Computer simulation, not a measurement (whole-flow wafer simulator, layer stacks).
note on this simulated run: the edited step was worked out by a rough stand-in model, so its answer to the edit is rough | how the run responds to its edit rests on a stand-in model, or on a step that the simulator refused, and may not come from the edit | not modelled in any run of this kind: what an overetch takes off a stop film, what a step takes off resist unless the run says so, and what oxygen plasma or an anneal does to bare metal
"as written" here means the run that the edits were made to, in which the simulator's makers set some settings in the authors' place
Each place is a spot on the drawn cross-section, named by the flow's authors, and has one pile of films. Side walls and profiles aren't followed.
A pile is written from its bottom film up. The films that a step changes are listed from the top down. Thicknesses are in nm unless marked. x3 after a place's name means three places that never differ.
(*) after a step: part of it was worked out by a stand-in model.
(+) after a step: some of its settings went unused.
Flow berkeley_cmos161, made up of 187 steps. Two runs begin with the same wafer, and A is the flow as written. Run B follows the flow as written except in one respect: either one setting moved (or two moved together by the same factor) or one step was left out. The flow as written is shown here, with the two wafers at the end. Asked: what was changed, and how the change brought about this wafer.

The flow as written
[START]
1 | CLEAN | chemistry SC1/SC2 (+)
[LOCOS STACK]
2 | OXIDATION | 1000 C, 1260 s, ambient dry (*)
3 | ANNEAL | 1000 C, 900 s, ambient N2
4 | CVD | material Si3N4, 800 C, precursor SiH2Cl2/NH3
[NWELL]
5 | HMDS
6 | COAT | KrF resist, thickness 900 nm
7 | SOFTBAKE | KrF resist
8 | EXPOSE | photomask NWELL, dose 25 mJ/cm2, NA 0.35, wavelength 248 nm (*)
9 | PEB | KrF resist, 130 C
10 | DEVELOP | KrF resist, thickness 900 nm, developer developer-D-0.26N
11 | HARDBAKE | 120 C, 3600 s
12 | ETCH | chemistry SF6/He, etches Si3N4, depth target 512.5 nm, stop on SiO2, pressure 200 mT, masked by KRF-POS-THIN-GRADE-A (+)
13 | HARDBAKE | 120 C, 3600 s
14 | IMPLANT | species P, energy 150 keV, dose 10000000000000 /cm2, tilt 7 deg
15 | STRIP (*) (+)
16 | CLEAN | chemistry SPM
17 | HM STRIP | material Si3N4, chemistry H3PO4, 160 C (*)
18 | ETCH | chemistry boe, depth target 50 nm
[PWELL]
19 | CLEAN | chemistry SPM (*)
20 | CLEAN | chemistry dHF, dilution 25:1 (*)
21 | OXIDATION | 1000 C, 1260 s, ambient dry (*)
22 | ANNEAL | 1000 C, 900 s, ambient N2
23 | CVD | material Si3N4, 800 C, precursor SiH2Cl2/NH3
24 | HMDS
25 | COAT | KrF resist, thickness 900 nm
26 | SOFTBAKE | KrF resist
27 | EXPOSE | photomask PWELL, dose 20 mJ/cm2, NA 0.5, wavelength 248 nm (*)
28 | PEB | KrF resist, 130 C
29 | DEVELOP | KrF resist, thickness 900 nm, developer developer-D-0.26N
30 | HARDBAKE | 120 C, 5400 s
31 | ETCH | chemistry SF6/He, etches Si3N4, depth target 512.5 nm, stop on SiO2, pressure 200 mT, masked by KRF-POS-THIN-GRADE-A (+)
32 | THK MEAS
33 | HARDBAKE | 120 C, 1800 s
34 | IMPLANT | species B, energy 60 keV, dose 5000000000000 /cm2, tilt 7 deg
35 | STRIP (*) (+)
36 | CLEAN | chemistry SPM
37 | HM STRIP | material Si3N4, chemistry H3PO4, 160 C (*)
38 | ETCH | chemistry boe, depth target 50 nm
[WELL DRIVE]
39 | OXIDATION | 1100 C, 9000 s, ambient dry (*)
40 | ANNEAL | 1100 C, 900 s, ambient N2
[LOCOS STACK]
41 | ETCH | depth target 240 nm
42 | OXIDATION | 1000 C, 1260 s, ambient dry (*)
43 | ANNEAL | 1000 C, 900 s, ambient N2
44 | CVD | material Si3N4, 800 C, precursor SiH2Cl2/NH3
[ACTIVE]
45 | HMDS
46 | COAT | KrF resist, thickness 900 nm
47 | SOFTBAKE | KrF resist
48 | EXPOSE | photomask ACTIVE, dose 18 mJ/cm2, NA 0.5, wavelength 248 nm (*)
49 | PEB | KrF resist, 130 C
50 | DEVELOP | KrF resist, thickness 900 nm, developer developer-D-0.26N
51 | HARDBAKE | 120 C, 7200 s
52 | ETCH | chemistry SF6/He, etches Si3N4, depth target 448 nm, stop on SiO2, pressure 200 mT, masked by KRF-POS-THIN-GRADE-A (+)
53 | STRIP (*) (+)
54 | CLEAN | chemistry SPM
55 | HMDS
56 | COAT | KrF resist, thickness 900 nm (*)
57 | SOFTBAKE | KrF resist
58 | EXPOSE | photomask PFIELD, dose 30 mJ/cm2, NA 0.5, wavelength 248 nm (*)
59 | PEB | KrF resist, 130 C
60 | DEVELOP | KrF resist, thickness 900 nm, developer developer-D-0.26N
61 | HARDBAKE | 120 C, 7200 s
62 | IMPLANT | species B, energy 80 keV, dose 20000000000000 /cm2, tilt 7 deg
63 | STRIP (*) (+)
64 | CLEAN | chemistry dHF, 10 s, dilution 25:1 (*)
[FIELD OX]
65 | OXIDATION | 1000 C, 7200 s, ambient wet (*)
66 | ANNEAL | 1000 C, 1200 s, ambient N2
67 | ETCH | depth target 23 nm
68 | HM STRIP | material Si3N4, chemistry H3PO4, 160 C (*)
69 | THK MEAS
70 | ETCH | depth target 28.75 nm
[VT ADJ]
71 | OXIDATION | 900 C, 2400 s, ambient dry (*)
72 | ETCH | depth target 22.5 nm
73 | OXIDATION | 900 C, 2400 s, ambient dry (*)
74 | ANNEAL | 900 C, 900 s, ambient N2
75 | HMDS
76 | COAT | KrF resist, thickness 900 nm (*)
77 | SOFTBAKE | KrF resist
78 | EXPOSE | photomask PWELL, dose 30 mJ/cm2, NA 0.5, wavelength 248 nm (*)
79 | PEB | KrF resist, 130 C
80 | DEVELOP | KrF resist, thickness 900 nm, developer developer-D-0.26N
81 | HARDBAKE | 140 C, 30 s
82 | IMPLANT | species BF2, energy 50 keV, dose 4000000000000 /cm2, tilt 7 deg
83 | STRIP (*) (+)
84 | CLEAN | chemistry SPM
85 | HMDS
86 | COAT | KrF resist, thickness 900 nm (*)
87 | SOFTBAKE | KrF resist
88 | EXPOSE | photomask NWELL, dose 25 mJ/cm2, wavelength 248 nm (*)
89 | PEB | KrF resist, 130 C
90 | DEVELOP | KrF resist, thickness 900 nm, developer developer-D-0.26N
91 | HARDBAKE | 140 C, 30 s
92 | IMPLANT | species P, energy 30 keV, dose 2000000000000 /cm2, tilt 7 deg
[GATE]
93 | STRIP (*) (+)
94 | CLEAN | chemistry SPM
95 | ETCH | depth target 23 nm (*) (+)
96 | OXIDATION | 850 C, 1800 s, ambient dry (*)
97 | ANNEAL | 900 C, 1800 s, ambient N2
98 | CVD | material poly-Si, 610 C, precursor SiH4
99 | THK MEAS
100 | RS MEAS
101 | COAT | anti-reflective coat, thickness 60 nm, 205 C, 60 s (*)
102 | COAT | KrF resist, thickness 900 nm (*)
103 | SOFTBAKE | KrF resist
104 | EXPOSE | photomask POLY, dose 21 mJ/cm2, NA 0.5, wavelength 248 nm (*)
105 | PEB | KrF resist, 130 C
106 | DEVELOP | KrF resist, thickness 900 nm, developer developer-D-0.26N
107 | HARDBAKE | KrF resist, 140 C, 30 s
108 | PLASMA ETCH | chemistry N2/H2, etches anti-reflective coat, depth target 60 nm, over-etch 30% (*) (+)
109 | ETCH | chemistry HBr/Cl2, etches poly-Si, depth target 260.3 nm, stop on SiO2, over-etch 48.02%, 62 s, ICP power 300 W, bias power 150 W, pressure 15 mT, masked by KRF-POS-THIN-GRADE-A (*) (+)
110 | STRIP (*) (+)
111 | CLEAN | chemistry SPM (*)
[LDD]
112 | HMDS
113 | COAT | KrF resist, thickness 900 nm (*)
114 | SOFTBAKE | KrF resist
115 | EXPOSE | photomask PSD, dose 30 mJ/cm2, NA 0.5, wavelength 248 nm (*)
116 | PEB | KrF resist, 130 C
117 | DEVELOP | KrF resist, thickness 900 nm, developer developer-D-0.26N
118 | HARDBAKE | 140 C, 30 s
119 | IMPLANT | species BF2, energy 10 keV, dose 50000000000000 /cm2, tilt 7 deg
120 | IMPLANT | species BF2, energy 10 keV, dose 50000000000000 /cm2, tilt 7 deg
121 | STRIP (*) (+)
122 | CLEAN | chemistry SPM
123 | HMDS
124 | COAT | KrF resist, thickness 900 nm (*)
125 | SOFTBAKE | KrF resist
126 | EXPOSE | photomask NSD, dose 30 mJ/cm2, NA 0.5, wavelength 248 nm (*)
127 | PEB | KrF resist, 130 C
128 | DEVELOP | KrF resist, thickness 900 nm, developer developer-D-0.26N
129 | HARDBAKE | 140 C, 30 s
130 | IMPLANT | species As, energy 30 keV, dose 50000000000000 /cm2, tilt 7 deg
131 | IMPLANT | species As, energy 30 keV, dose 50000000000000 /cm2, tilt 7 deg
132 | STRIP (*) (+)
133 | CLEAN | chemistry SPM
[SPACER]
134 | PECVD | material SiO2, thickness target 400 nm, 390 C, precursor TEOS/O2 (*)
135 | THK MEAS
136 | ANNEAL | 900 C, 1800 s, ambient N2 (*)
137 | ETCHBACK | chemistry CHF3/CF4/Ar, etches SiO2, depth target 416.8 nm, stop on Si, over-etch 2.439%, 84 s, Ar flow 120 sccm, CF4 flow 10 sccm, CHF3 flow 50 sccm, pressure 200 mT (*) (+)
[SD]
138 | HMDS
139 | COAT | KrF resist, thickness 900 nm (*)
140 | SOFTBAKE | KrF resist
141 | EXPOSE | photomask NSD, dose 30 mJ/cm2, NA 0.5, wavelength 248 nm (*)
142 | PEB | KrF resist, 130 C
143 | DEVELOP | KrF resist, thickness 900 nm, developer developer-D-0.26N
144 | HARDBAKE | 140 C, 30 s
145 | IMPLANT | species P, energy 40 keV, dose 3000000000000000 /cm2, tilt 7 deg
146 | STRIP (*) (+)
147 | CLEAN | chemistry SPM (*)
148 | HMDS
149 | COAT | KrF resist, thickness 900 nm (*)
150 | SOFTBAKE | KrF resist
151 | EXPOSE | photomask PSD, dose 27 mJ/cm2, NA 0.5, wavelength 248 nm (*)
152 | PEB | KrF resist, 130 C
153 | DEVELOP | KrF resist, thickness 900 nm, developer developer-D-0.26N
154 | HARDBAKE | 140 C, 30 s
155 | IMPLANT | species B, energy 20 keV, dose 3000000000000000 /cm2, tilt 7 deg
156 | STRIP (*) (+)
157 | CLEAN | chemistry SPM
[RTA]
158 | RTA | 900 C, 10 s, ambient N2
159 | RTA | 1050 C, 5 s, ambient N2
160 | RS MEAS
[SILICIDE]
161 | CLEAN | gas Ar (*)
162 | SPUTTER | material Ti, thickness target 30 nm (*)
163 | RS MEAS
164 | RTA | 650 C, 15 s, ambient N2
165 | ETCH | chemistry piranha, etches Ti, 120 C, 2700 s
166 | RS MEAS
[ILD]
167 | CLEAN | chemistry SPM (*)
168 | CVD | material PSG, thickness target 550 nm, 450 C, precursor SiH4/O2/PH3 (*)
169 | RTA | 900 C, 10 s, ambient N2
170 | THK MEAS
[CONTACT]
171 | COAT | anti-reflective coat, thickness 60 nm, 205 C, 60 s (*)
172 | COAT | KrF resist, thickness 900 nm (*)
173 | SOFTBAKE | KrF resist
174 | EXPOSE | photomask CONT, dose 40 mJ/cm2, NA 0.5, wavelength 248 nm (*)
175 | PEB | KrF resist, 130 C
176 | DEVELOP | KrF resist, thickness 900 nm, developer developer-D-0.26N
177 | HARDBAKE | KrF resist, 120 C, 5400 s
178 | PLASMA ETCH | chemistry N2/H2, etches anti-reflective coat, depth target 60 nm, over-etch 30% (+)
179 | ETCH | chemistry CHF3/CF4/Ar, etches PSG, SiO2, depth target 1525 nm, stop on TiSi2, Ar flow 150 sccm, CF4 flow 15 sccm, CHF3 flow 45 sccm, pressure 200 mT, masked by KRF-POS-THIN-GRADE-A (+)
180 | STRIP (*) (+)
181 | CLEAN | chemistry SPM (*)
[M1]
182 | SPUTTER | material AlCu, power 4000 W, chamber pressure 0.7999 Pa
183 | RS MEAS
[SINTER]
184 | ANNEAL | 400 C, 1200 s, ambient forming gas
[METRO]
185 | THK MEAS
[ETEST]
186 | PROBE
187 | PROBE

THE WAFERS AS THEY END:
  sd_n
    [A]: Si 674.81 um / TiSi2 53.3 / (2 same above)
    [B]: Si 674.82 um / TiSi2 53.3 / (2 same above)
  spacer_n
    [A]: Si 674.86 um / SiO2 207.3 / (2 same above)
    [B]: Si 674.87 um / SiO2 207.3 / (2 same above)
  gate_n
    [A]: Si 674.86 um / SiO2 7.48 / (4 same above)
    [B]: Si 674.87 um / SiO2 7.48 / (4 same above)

Cause: step 42, OXIDATION: 800 C was run, while the flow as written has 1000 C.

The path from the change to this, step by step:
  42 | OXIDATION | 1000 C, 1260 s, ambient dry (*)
      field, sd_n, spacer_n and 6 more: A SiO2 gains 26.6 (new film), Si loses 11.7 | B SiO2 gains 3.87 (new film), Si loses 1.7
  52 | ETCH | chemistry SF6/He, etches Si3N4, depth target 448 nm, stop on SiO2, pressure 200 mT, masked by KRF-POS-THIN-GRADE-A (+)
      field: A Si3N4 loses 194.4 (all of it), SiO2 loses 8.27 | B Si3N4 loses 194.4 (all of it), SiO2 loses 3.87 (all of it)
  53 | STRIP (*) (+)
      field: A nothing | B chemical SiO2 gains 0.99 (new film), Si loses 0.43
  64 | CLEAN | chemistry dHF, 10 s, dilution 25:1 (*)
      field: A SiO2 loses 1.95 | B chemical SiO2 loses 1.21 (all of it)
  65 | OXIDATION | 1000 C, 7200 s, ambient wet (*)
      sd_n, sd_p: A SiO2 gains 12.1 (new film), Si3N4 loses 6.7, SiO2 gains 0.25, Si loses 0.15 | B SiO2 gains 12.1 (new film), Si3N4 loses 6.7
      field: A SiO2 gains 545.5, Si loses 240 | B SiO2 gains 557.4 (new film), Si loses 245.2
  70 | ETCH | depth target 28.75 nm
      spacer_n, gate_n, spacer_p, gate_p, contact, m1: A SiO2 loses 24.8 (all of it) | B SiO2 loses 2.11 (all of it)
      sd_n, sd_p: A SiO2 loses 25 (all of it) | B SiO2 loses 2.11 (all of it)
  101 | COAT | anti-reflective coat, thickness 60 nm, 205 C, 60 s (*)
      sd_n: A anti-reflective coat gains 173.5 (new film) | B anti-reflective coat gains 164.9 (new film)
      spacer_n: A anti-reflective coat gains 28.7 (new film) | B anti-reflective coat gains 31.3 (new film)
      (as well as at 4 more places)
  108 | PLASMA ETCH | chemistry N2/H2, etches anti-reflective coat, depth target 60 nm, over-etch 30% (*) (+)
      sd_n: A anti-reflective coat loses 173.5 (all of it), poly-Si loses 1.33 | B anti-reflective coat loses 164.9 (all of it), poly-Si loses 1.27
      spacer_n: A anti-reflective coat loses 28.7 (all of it), poly-Si loses 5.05 | B anti-reflective coat loses 31.3 (all of it), poly-Si loses 4.69
      (as well as at 2 more places)
  110 | STRIP (*) (+)
      gate_n: A chemical SiO2 gains 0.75 (new film), KrF resist loses 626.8 (all of it), anti-reflective coat loses 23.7 (all of it), poly-Si loses 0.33 | B chemical SiO2 gains 0.75 (new film), KrF resist loses 620 (all of it), anti-reflective coat loses 25.8 (all of it), poly-Si loses 0.33
      gate_p: A chemical SiO2 gains 0.75 (new film), KrF resist loses 598.2 (all of it), anti-reflective coat loses 27.9 (all of it), poly-Si loses 0.33 | B chemical SiO2 gains 0.75 (new film), KrF resist loses 594.1 (all of it), anti-reflective coat loses 29.2 (all of it), poly-Si loses 0.33
  171 | COAT | anti-reflective coat, thickness 60 nm, 205 C, 60 s (*)
      sd_n: A anti-reflective coat gains 149.7 (new film) | B anti-reflective coat gains 141.3 (new film)
      m1: A anti-reflective coat gains 97.8 (new film) | B anti-reflective coat gains 95.2 (new film)
  180 | STRIP (*) (+)
      sd_n: A KrF resist loses 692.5 (all of it), anti-reflective coat loses 149.7 (all of it) | B KrF resist loses 693.8 (all of it), anti-reflective coat loses 141.3 (all of it)
      m1: A KrF resist loses 739.9 (all of it), anti-reflective coat loses 97.8 (all of it) | B KrF resist loses 736.1 (all of it), anti-reflective coat loses 95.2 (all of it)
